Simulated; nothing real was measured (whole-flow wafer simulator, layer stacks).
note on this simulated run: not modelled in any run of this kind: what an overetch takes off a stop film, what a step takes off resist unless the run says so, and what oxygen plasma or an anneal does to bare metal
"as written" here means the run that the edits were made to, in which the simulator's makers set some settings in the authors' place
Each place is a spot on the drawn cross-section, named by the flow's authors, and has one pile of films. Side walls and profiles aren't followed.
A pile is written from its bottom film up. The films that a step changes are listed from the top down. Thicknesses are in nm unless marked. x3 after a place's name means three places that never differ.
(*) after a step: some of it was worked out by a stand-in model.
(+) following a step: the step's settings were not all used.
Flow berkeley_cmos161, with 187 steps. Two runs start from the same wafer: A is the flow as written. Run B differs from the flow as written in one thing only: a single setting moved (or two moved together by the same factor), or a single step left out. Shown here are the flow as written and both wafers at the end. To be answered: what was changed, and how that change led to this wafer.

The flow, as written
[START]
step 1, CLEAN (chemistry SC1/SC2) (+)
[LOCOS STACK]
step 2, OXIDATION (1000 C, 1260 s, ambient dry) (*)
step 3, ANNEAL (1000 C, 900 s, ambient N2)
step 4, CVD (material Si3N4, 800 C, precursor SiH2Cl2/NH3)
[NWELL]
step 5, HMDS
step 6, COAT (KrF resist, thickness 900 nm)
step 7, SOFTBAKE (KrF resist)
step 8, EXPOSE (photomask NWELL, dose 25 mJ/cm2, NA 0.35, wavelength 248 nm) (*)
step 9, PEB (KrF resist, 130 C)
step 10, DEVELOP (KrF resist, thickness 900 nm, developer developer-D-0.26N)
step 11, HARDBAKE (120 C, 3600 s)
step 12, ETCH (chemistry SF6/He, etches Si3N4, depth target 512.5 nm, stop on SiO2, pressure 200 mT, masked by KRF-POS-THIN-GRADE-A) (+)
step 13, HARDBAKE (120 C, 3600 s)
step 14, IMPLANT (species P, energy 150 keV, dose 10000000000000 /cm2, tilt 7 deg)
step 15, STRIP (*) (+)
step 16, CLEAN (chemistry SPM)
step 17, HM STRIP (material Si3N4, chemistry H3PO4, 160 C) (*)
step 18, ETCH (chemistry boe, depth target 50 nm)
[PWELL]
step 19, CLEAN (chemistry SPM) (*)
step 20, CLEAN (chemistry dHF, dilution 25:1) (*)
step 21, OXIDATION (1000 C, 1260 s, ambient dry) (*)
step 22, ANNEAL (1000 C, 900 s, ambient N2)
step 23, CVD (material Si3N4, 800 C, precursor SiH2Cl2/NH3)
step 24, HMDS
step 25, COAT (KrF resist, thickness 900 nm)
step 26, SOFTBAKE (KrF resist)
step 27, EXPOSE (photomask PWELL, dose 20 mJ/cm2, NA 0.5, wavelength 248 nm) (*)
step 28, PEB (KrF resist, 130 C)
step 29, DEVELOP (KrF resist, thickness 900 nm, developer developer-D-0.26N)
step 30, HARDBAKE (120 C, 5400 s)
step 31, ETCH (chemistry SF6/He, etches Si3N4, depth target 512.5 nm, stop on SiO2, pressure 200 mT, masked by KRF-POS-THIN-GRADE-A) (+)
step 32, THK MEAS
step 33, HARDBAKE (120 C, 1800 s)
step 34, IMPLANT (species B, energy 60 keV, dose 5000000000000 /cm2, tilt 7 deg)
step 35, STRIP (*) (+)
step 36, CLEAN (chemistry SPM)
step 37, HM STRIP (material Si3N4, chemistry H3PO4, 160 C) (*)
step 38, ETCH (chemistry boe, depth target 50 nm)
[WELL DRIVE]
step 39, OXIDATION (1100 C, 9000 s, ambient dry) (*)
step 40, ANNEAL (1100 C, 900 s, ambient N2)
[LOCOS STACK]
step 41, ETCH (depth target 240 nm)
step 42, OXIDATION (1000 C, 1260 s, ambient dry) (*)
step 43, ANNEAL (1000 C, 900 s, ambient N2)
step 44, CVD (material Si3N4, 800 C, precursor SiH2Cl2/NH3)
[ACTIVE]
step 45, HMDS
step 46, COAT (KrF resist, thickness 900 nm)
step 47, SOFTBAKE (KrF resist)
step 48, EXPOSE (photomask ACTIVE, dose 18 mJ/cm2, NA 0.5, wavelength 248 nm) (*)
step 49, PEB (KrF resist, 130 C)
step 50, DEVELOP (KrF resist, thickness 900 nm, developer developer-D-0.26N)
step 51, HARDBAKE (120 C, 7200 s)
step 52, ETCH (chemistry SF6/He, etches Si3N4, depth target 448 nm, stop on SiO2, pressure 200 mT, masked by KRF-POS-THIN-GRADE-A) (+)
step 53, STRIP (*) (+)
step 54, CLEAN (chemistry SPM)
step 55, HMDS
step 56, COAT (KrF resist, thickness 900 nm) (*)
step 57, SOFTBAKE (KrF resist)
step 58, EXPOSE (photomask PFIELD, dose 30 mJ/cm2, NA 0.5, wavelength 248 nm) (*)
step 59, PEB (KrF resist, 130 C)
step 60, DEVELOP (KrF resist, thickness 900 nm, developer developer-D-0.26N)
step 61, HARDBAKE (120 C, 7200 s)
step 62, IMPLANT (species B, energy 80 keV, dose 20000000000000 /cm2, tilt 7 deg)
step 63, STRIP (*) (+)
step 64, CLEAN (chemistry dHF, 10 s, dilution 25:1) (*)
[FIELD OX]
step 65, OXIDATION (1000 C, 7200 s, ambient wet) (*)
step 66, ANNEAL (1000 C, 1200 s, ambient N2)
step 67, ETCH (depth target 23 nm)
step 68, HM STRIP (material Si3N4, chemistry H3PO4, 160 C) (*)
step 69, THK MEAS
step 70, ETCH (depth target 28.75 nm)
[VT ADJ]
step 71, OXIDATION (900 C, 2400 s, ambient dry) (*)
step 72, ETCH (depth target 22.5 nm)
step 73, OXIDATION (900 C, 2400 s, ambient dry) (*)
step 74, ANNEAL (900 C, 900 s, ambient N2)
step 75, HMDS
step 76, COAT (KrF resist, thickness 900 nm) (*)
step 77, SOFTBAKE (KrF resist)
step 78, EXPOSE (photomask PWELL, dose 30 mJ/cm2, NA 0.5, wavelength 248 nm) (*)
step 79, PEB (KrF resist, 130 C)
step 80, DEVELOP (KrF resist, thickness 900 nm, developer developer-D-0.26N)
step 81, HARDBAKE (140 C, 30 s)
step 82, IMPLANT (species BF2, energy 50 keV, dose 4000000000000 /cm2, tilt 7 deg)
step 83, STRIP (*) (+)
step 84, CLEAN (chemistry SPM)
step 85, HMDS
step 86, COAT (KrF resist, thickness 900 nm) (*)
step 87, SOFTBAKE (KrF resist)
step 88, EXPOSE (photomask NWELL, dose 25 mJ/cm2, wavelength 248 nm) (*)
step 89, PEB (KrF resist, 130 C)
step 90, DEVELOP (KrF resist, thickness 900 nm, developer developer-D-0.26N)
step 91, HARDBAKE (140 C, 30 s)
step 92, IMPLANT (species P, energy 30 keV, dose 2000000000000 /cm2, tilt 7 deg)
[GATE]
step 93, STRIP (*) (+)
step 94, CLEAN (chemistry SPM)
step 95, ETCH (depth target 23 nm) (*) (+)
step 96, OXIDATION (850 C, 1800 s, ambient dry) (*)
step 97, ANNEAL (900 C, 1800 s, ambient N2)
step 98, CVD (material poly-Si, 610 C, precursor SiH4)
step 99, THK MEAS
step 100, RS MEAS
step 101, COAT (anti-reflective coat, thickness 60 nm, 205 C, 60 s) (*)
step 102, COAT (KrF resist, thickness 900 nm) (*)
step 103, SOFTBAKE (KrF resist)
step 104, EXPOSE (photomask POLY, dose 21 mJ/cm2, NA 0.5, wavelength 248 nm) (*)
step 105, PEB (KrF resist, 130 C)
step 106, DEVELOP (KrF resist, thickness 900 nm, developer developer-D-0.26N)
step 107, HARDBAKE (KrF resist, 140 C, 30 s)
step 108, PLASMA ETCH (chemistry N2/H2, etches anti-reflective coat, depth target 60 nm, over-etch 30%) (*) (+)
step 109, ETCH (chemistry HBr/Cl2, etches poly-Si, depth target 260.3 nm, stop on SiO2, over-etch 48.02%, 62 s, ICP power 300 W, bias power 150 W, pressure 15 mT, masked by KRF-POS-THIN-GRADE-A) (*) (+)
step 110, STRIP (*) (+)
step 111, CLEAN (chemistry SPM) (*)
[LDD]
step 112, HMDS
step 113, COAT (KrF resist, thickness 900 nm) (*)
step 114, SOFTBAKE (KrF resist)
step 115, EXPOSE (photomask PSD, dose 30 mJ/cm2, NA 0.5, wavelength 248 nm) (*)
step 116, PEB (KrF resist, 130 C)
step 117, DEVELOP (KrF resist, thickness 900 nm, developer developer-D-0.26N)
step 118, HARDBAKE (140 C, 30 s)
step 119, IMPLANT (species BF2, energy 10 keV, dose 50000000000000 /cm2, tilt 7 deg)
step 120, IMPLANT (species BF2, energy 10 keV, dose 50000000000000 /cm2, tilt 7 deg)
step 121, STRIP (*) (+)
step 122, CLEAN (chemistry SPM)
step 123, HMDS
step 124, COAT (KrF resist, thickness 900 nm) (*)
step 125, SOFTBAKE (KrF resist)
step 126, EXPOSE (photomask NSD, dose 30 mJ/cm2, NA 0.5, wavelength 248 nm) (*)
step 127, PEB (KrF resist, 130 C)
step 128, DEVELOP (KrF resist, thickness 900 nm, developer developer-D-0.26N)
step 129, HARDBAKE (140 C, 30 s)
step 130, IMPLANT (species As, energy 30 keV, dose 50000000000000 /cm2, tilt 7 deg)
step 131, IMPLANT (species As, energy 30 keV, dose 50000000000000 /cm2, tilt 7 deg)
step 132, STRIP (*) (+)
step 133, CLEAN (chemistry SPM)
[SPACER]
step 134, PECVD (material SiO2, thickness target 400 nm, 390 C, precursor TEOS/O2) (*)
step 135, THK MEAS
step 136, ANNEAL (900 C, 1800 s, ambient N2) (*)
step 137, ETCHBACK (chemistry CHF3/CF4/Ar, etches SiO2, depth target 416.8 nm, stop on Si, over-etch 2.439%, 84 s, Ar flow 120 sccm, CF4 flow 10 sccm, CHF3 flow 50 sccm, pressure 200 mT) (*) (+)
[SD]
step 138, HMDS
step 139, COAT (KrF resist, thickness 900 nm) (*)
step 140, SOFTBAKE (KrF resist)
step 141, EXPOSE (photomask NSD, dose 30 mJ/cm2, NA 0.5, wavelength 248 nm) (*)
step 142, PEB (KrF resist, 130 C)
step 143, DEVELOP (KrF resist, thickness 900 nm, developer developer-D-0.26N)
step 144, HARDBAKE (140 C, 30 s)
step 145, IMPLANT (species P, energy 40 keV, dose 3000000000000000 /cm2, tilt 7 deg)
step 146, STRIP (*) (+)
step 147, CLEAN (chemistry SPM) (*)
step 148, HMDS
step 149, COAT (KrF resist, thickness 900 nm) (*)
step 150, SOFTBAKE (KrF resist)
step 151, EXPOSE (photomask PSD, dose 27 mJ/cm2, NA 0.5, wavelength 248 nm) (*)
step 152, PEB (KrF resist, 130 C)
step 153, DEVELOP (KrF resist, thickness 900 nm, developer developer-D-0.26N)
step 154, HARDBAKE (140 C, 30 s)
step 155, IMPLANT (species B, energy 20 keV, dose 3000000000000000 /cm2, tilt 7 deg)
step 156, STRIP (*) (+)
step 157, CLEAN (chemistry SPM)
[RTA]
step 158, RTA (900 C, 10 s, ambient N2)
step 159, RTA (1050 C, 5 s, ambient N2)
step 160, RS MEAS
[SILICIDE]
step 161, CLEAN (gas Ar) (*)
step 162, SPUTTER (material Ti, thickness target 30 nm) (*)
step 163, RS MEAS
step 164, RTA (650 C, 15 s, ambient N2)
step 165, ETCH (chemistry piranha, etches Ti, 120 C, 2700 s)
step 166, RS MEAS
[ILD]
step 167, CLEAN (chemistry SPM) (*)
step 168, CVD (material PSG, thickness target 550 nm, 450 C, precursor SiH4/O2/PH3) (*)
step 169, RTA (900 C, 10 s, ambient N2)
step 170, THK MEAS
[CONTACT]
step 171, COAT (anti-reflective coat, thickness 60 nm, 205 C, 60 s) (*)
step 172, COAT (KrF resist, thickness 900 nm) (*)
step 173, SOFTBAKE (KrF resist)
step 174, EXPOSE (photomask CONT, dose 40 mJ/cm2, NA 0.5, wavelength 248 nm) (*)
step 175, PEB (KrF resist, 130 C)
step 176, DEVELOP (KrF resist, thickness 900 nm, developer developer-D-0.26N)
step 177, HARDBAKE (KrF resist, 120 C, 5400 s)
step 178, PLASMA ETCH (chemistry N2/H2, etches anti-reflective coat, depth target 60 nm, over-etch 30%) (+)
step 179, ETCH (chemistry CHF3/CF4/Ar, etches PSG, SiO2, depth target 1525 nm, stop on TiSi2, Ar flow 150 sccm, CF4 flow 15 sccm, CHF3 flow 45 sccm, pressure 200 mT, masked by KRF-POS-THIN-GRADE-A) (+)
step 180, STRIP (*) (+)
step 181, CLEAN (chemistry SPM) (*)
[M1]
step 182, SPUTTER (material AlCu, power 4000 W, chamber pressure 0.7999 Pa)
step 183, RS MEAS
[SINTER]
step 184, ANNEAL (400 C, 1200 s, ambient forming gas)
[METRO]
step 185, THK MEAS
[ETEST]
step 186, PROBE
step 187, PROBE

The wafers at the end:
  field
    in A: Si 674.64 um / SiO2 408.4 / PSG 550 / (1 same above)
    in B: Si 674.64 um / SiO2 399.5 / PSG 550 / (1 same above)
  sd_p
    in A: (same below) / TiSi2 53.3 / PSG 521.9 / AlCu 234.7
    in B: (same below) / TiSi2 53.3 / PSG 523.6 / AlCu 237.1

Cause: step 72, ETCH: depth target 31.5 nm was run, whereas the flow has depth target 22.5 nm.

The path from the change to this, step by step:
  step 72, ETCH (depth target 22.5 nm)
      field: A SiO2 loses 22.5 | B SiO2 loses 31.5
  step 101, COAT (anti-reflective coat, thickness 60 nm, 205 C, 60 s) (*)
      sd_n: A anti-reflective coat gains 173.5 (new film) | B anti-reflective coat gains 167.2 (new film)
      spacer_n: A anti-reflective coat gains 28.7 (new film) | B anti-reflective coat gains 30.5 (new film)
      (and at 4 other places as well)
  step 108, PLASMA ETCH (chemistry N2/H2, etches anti-reflective coat, depth target 60 nm, over-etch 30%) (*) (+)
      sd_n: A anti-reflective coat loses 173.5 (all of it), poly-Si loses 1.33 | B anti-reflective coat loses 167.2 (all of it), poly-Si loses 1.29
      spacer_n: A anti-reflective coat loses 28.7 (all of it), poly-Si loses 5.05 | B anti-reflective coat loses 30.5 (all of it), poly-Si loses 4.79
      (and at 2 other places as well)
  step 110, STRIP (*) (+)
      gate_n: A chemical SiO2 gains 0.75 (new film), KrF resist loses 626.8 (all of it), anti-reflective coat loses 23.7 (all of it), poly-Si loses 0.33 | B chemical SiO2 gains 0.75 (new film), KrF resist loses 621.1 (all of it), anti-reflective coat loses 25.5 (all of it), poly-Si loses 0.33
      gate_p: A chemical SiO2 gains 0.75 (new film), KrF resist loses 598.2 (all of it), anti-reflective coat loses 27.9 (all of it), poly-Si loses 0.33 | B chemical SiO2 gains 0.75 (new film), KrF resist loses 594.6 (all of it), anti-reflective coat loses 28.9 (all of it), poly-Si loses 0.33
  step 171, COAT (anti-reflective coat, thickness 60 nm, 205 C, 60 s) (*)
      sd_n: A anti-reflective coat gains 149.7 (new film) | B anti-reflective coat gains 142.4 (new film)
      m1: A anti-reflective coat gains 97.8 (new film) | B anti-reflective coat gains 95.6 (new film)
  step 180, STRIP (*) (+)
      sd_n: A KrF resist loses 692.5 (all of it), anti-reflective coat loses 149.7 (all of it) | B KrF resist loses 693.6 (all of it), anti-reflective coat loses 142.4 (all of it)
      m1: A KrF resist loses 739.9 (all of it), anti-reflective coat loses 97.8 (all of it) | B KrF resist loses 736.3 (all of it), anti-reflective coat loses 95.6 (all of it)
